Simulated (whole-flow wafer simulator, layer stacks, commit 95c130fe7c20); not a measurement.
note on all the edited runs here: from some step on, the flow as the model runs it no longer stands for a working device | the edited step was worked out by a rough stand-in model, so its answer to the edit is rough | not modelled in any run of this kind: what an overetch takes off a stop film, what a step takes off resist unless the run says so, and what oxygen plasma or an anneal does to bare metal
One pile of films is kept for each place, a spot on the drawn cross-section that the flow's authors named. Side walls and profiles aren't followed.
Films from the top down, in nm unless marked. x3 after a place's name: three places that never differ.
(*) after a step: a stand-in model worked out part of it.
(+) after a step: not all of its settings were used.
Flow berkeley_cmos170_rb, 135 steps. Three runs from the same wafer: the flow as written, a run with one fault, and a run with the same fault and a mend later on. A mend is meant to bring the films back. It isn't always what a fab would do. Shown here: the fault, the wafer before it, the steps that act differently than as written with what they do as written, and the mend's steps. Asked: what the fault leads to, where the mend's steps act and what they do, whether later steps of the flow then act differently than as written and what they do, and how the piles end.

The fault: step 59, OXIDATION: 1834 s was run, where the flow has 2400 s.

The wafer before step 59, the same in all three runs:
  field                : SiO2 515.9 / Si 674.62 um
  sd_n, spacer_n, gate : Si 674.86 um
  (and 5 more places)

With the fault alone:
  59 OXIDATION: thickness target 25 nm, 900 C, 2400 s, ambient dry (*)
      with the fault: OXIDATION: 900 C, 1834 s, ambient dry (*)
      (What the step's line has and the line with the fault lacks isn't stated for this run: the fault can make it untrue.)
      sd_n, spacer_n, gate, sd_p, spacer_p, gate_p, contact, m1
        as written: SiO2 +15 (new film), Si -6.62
        with the fault: SiO2 +12.7 (new film), Si -5.58
  Later steps of the flow that act differently than as written (30 more steps differ only slightly, by at most 2% or 0.5 nm, whichever is larger, and aren't shown):
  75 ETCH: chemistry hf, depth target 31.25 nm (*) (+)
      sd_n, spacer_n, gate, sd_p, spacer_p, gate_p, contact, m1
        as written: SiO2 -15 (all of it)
        with the fault: SiO2 -12.7 (all of it)
  At the end the piles differ from the flow's only slightly at the places that both follow, by at most 2% or 0.5 nm, whichever is larger.

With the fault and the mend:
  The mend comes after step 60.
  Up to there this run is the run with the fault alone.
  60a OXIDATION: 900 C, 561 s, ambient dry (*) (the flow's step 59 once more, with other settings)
      sd_n, spacer_n, gate, sd_p, spacer_p, gate_p, contact, m1
        SiO2 +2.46, Si -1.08
      field
        SiO2 +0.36, Si -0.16
  No later step of the flow acts differently than as written, at any place that is followed, by more than 2% or 0.5 nm, whichever is larger.
  At the end the piles differ from the flow's only slightly at the places that both follow, by at most 2% or 0.5 nm, whichever is larger.
